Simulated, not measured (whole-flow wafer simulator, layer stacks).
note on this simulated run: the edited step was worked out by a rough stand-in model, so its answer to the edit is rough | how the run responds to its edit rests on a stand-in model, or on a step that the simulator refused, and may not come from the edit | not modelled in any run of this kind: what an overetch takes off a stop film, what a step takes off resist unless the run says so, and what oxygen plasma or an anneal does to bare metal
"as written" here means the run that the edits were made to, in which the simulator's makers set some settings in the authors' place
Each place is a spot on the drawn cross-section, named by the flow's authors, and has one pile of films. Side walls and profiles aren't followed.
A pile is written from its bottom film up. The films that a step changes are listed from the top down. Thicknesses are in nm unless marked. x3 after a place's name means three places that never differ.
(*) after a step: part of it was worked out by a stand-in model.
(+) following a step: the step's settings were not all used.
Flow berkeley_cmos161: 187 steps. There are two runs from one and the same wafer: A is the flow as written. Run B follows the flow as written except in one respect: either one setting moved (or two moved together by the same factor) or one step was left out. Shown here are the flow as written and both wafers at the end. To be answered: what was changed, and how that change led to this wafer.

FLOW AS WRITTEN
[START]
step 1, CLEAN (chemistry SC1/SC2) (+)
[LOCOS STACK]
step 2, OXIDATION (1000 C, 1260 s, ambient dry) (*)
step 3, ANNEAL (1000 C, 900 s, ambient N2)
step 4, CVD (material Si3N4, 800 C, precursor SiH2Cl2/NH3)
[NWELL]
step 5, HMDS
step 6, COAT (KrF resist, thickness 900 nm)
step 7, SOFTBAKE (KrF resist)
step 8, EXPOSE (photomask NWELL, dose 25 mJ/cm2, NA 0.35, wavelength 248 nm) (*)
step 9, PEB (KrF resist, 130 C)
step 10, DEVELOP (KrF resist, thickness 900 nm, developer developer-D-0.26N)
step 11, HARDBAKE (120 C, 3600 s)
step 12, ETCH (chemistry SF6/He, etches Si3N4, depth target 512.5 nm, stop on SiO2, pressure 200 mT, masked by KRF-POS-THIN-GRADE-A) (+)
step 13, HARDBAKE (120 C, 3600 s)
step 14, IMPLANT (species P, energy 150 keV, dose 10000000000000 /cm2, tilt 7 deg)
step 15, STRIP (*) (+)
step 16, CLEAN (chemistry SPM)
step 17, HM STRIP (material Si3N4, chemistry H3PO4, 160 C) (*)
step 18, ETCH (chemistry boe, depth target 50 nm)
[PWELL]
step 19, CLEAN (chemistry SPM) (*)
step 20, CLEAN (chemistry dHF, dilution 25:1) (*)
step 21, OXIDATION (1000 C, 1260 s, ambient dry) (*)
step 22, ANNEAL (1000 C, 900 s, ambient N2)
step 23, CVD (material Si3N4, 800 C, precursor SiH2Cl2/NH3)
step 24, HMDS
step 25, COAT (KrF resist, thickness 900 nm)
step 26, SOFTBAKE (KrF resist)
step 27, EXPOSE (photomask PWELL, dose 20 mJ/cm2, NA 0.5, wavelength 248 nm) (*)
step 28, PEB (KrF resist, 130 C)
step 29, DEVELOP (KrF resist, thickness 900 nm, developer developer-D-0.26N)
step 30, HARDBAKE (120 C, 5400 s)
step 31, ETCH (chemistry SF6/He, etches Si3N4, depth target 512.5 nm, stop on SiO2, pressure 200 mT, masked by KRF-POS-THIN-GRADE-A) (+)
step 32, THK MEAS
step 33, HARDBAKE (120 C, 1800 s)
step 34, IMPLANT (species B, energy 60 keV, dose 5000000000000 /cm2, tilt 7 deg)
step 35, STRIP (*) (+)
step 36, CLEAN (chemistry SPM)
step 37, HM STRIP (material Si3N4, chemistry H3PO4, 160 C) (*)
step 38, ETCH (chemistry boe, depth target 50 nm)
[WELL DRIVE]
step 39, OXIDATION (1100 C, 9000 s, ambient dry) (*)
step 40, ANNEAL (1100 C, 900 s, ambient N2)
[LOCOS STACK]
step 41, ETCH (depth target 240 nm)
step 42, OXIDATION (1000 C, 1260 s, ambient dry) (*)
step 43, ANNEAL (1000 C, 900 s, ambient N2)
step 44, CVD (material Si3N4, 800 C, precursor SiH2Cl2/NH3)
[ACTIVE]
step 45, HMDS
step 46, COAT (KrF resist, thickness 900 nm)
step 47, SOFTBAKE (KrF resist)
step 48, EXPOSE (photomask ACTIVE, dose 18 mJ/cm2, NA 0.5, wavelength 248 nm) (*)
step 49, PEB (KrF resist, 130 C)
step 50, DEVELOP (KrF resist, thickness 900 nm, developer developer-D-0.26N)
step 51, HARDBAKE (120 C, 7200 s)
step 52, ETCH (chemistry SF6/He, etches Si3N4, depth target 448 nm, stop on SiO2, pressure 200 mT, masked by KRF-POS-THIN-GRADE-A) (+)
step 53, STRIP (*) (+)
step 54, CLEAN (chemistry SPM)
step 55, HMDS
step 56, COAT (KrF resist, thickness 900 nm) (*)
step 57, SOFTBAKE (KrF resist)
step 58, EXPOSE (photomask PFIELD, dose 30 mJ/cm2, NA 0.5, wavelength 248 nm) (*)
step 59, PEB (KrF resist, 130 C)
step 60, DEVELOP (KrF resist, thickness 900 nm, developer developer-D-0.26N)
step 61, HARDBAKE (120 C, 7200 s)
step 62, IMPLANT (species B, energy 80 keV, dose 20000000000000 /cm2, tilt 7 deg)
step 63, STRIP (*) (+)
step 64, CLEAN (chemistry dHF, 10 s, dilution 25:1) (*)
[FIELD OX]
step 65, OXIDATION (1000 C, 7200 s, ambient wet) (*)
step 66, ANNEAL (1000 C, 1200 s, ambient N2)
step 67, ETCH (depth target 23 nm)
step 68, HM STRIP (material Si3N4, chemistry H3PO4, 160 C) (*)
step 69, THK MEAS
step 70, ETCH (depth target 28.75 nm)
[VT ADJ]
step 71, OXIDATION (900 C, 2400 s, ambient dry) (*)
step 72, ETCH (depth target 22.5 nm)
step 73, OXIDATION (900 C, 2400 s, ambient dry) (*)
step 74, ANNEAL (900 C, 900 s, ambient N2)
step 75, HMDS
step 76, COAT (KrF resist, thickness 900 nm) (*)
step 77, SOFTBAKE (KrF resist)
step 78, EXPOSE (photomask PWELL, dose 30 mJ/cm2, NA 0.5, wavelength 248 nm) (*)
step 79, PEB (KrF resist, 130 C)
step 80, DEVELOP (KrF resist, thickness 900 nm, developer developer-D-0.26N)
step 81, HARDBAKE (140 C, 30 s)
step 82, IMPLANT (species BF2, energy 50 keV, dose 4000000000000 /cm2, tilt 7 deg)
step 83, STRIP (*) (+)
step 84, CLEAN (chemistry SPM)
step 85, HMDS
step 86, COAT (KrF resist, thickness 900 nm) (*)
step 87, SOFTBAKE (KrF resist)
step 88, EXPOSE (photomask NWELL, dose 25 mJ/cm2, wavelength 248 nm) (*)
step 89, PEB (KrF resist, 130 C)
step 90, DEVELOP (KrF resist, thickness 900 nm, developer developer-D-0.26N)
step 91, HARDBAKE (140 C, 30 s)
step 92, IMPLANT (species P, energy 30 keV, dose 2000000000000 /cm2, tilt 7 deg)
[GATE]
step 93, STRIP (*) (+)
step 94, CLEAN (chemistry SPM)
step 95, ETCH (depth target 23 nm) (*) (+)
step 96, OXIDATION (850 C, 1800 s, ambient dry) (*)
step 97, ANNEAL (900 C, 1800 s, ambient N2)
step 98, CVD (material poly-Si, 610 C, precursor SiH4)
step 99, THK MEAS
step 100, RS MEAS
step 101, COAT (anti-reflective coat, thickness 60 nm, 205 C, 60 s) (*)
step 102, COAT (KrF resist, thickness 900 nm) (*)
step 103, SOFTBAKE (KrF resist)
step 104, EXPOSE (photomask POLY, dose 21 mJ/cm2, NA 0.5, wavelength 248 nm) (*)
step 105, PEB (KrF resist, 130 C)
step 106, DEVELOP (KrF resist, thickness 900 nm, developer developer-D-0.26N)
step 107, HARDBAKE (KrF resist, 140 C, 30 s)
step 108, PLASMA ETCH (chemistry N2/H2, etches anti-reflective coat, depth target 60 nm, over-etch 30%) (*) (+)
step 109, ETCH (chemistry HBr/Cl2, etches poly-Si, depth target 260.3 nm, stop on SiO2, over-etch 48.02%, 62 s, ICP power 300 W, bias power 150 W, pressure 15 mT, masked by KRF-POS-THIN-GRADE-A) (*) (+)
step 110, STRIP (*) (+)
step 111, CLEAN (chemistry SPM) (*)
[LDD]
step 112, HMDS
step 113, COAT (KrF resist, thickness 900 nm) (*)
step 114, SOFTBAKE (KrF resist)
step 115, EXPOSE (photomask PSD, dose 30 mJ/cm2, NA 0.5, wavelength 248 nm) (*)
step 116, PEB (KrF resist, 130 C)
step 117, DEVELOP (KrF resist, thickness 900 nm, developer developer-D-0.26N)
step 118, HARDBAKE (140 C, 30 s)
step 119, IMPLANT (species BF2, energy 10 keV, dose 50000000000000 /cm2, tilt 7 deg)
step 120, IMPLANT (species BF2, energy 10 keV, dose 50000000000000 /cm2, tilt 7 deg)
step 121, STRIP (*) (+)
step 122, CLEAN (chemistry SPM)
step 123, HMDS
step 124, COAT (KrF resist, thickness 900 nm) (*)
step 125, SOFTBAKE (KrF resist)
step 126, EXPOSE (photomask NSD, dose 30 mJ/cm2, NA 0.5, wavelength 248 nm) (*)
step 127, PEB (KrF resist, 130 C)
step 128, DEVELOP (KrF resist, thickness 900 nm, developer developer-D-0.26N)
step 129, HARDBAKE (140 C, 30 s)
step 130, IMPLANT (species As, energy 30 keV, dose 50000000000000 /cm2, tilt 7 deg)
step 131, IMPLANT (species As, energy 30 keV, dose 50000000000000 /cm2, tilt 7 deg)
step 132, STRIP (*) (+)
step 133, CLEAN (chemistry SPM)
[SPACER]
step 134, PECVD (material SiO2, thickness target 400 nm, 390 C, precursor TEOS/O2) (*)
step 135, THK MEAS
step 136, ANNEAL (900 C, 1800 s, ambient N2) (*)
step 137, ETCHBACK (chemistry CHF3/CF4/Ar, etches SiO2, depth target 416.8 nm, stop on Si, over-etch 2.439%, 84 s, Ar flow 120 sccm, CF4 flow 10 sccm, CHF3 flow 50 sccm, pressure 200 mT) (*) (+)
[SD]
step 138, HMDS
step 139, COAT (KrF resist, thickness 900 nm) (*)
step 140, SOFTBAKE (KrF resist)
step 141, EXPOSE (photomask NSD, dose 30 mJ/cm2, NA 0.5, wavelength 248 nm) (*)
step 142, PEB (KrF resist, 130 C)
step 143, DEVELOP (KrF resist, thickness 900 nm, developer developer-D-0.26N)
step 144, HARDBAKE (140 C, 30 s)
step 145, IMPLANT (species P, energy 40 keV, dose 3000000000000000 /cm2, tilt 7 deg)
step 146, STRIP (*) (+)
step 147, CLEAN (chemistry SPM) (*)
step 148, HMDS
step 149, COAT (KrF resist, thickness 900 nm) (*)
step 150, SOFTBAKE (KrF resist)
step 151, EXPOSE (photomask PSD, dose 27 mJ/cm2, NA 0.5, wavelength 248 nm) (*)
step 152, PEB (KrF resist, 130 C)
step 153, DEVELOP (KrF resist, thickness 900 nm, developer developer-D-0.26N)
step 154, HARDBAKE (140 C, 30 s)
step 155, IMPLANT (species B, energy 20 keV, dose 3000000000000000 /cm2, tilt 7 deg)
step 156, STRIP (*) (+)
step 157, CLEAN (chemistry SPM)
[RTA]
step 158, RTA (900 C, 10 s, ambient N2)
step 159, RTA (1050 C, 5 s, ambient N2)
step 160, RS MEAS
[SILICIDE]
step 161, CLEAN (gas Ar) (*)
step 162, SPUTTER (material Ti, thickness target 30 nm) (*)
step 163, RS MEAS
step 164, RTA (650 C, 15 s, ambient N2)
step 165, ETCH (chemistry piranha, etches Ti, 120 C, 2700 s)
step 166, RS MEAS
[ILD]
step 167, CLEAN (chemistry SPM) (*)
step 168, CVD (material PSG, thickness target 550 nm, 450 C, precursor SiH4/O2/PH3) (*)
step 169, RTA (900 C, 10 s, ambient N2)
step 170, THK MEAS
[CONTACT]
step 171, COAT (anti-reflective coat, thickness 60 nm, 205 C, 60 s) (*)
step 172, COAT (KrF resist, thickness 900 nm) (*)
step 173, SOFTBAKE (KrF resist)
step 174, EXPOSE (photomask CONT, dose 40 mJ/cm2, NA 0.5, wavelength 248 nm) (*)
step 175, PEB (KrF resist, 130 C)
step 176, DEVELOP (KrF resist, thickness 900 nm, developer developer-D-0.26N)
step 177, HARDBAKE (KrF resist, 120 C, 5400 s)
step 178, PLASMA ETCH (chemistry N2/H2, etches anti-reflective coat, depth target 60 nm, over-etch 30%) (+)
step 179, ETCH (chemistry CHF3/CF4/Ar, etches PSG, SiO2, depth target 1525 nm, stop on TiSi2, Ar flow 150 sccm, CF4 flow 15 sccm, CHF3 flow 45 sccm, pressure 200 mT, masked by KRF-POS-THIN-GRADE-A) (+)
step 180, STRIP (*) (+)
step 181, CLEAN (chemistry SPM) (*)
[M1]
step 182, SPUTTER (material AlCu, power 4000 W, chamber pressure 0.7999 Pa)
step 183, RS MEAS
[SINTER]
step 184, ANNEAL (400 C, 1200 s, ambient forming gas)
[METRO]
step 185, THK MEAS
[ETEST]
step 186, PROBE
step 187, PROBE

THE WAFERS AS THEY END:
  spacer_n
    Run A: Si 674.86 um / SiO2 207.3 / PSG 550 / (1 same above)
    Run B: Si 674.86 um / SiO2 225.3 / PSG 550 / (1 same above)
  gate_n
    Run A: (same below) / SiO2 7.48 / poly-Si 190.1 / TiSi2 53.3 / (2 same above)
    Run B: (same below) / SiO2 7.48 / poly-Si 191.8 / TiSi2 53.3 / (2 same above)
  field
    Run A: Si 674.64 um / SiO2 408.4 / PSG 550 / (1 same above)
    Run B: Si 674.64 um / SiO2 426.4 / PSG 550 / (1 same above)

What caused this: step 136, ANNEAL: 1080 C was run, though the flow has 900 C.

How this came from the change, step by step:
  step 136, ANNEAL (900 C, 1800 s, ambient N2) (*)
      field, sd_n, gate_n, gate_p, contact, m1: A SiO2 loses 18 | B nothing
      spacer_n, sd_p, spacer_p: A SiO2 loses 17.3 | B nothing
  step 137, ETCHBACK (chemistry CHF3/CF4/Ar, etches SiO2, depth target 416.8 nm, stop on Si, over-etch 2.439%, 84 s, Ar flow 120 sccm, CF4 flow 10 sccm, CHF3 flow 50 sccm, pressure 200 mT) (*) (+)
      gate_n, gate_p: A SiO2 loses 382 (all of it), chemical SiO2 loses 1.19 (all of it), poly-Si loses 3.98 | B SiO2 loses 400 (all of it), chemical SiO2 loses 1.19 (all of it), poly-Si loses 2.35
      sd_n: A SiO2 loses 387.9 (all of it) | B SiO2 loses 405.9 (all of it)
      (also at 3 further places)
  step 171, COAT (anti-reflective coat, thickness 60 nm, 205 C, 60 s) (*)
      sd_n: A anti-reflective coat gains 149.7 (new film) | B anti-reflective coat gains 164.8 (new film)
      spacer_n: A anti-reflective coat gains 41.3 (new film) | B anti-reflective coat gains 38.6 (new film)
      (also at 5 further places)
  step 180, STRIP (*) (+)
      sd_n: A KrF resist loses 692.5 (all of it), anti-reflective coat loses 149.7 (all of it) | B KrF resist loses 689.3 (all of it), anti-reflective coat loses 164.8 (all of it)
      spacer_n: A KrF resist loses 635.2 (all of it), anti-reflective coat loses 41.3 (all of it) | B KrF resist loses 634.8 (all of it), anti-reflective coat loses 38.6 (all of it)
      (also at 5 further places)
